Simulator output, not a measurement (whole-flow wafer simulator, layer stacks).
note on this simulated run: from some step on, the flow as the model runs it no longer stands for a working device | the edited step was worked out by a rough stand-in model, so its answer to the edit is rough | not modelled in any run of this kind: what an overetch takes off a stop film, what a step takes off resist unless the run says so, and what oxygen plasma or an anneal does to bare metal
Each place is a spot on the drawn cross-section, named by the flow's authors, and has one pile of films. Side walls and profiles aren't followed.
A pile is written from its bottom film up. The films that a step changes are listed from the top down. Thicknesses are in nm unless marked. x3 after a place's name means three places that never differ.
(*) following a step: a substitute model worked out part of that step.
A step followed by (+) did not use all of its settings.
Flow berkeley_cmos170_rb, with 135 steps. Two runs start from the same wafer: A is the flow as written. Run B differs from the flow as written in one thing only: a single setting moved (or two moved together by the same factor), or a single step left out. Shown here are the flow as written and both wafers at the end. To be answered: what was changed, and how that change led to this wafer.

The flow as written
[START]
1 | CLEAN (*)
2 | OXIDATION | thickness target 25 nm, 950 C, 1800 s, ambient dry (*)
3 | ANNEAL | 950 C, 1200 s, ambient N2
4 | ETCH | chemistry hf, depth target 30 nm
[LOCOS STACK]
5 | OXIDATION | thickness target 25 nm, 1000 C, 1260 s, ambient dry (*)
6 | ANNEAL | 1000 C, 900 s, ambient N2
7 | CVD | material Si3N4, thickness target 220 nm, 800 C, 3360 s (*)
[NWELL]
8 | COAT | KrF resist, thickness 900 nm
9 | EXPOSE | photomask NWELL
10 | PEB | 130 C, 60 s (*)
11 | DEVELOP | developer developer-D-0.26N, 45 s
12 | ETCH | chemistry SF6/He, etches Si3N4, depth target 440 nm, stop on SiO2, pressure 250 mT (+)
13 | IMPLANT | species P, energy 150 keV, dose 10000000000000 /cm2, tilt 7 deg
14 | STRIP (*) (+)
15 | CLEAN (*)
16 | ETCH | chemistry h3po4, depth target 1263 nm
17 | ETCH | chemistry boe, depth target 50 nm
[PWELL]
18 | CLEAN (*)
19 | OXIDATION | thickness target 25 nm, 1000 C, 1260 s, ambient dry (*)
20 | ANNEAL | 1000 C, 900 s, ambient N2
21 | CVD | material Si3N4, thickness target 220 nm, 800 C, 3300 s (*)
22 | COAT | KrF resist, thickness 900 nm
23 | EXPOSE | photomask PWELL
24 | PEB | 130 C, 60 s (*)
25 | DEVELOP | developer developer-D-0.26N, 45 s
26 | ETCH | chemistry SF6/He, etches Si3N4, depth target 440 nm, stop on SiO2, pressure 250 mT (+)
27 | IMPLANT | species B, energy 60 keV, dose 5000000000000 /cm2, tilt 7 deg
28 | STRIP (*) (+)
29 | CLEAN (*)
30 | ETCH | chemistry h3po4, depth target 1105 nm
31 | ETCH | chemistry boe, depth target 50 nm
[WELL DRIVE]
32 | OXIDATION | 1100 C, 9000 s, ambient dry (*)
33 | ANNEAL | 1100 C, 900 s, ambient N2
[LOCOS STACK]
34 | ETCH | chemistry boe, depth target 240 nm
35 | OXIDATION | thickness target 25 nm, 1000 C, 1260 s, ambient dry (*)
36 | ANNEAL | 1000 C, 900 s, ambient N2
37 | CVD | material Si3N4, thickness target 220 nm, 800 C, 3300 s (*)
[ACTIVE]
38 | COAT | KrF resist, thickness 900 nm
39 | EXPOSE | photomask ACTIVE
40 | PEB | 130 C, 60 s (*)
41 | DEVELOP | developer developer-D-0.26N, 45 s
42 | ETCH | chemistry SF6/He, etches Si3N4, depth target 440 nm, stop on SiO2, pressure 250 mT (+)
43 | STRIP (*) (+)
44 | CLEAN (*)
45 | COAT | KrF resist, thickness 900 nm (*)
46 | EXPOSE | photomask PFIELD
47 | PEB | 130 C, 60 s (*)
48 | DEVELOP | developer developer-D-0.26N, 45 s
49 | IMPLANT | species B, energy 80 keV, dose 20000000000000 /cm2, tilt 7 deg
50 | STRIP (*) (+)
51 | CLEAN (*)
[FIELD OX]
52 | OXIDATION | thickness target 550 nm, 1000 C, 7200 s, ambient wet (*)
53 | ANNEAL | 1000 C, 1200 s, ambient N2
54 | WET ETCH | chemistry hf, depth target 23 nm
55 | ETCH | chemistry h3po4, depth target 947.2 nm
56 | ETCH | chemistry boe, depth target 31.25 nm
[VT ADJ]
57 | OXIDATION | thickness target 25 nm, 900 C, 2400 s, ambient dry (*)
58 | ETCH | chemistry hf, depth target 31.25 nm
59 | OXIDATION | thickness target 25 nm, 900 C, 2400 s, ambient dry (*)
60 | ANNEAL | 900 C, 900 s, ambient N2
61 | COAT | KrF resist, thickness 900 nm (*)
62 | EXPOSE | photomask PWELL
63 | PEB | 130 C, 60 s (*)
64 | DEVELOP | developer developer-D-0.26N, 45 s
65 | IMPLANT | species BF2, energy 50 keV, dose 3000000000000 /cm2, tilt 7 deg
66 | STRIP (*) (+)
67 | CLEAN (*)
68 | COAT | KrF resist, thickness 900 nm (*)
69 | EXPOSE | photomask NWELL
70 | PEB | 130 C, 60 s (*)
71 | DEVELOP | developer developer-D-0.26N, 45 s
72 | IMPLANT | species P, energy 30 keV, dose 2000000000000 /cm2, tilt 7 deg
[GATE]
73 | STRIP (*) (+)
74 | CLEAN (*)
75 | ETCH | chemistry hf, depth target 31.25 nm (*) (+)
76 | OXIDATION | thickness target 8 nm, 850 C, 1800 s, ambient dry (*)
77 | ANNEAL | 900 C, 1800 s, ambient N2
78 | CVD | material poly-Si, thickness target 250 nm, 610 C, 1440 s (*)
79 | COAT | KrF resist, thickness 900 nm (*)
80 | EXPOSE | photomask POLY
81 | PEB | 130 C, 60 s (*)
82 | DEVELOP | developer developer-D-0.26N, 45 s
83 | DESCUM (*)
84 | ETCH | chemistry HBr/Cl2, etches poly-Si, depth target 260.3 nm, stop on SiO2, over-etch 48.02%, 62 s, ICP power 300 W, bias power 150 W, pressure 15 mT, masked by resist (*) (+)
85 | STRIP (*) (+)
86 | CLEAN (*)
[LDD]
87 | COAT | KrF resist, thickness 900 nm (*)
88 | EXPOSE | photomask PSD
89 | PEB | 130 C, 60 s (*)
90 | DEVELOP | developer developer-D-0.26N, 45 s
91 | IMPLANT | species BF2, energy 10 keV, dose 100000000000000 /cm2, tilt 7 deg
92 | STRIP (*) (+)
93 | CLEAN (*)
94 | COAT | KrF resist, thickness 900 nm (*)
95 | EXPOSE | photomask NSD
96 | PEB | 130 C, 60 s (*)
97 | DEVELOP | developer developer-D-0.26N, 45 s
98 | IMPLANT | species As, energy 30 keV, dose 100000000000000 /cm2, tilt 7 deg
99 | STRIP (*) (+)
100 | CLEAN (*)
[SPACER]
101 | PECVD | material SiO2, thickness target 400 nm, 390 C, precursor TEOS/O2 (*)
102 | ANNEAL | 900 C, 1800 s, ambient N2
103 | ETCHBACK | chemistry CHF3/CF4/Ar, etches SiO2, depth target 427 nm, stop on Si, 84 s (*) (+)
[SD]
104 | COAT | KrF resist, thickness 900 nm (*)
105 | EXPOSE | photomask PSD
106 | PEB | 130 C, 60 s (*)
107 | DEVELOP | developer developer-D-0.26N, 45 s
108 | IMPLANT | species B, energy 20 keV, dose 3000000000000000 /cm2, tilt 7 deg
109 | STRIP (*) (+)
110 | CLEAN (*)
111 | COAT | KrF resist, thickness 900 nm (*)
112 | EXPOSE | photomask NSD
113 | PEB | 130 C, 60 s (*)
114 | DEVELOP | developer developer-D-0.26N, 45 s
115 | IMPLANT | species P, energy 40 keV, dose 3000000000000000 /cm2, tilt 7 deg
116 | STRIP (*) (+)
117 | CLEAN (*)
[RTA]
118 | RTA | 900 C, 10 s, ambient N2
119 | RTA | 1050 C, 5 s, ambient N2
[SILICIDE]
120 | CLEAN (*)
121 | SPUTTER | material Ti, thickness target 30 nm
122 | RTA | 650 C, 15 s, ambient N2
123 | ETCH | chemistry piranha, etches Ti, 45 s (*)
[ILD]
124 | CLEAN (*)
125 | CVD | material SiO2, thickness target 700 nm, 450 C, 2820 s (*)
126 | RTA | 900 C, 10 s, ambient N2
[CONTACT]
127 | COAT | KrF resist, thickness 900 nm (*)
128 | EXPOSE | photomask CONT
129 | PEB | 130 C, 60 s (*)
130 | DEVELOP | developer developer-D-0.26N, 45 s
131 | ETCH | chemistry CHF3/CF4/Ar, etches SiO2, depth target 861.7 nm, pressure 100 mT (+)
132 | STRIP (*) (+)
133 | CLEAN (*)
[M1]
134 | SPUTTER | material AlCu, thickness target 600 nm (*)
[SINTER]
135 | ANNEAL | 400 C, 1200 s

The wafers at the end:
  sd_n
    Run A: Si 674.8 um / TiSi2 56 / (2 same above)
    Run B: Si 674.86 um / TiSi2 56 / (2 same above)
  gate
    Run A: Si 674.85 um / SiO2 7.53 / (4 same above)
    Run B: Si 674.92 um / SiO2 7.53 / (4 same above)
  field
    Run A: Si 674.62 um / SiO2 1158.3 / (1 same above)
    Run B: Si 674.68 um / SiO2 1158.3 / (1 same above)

Cause: step 32, OXIDATION: 935 C was run, though the flow has 1100 C.

How this came from the change, step by step:
  32 | OXIDATION | 1100 C, 9000 s, ambient dry (*)
      field, sd_n, spacer_n and 6 more: A +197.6 SiO2 (new film), -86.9 Si | B +50.5 SiO2 (new film), -22.2 Si
  34 | ETCH | chemistry boe, depth target 240 nm
      field, sd_n, spacer_n and 6 more: A -197.6 SiO2 (all of it) | B -50.5 SiO2 (all of it)
